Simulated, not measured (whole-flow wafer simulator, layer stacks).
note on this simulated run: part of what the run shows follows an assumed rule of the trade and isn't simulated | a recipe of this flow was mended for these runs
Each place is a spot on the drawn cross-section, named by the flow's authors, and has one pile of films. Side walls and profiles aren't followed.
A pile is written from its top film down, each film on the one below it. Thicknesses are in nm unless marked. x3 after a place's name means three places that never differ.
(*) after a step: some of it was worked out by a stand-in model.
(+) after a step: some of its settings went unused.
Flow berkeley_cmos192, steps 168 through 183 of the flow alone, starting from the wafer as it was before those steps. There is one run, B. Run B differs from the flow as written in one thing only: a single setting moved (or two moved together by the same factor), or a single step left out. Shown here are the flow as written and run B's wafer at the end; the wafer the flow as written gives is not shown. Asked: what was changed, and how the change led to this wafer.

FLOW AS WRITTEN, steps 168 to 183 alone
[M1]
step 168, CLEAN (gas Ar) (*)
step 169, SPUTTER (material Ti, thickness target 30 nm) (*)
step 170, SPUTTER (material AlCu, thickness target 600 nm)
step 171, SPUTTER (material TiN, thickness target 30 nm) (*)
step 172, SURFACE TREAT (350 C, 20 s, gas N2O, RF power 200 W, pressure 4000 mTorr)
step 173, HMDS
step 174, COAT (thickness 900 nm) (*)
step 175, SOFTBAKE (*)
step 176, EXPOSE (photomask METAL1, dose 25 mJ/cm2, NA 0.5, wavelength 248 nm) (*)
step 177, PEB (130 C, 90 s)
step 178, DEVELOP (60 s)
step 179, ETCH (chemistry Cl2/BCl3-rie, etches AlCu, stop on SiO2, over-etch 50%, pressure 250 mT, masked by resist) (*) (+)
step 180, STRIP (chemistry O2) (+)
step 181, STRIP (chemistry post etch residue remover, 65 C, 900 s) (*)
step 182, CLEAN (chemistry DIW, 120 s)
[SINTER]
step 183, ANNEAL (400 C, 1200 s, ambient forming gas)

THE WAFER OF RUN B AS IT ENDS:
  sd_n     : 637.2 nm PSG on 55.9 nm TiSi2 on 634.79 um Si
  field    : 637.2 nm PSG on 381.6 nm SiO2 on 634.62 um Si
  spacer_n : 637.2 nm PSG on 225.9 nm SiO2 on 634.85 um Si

What caused this: step 170, SPUTTER: thickness target 960 nm was run, though the flow has thickness target 600 nm.

Step by step, how the change led to this:
  step 170, SPUTTER (material AlCu, thickness target 600 nm)
      field, sd_n, spacer_n, gate, spacer_p, gate_p, m1: AlCu gains 960 (new film) (as written it would have been: AlCu gains 600 (new film))
      sd_p: AlCu gains 910.2 (new film) (as written it would have been: AlCu gains 557.4 (new film))
      (as well as at 1 more place)
  step 171, SPUTTER (material TiN, thickness target 30 nm) (*)
      contact: TiN gains 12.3 (new film) (as written it would have been: TiN gains 16 (new film))
  step 174, COAT (thickness 900 nm) (*)
      contact: KrF-resist gains 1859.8 (new film) (as written it would have been: KrF-resist gains 1717.4 (new film))
  step 179, ETCH (chemistry Cl2/BCl3-rie, etches AlCu, stop on SiO2, over-etch 50%, pressure 250 mT, masked by resist) (*) (+)
      field, sd_n, spacer_n, gate, spacer_p, gate_p: TiN loses 30 (all of it), AlCu loses 960 (all of it), Ti loses 30 (all of it), PSG loses 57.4 (as written it would have been: TiN loses 30 (all of it), AlCu loses 600 (all of it), Ti loses 30 (all of it), PSG loses 41.2)
      sd_p: TiN loses 26.1 (all of it), AlCu loses 910.2 (all of it), Ti loses 26.8 (all of it), PSG loses 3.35 (as written it would have been: TiN loses 26.2 (all of it), AlCu loses 557.4 (all of it), Ti loses 26.8 (all of it), PSG loses 47.4)
  step 180, STRIP (chemistry O2) (+)
      contact: KrF-resist loses 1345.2 (all of it) (as written it would have been: KrF-resist loses 1203.2 (all of it))
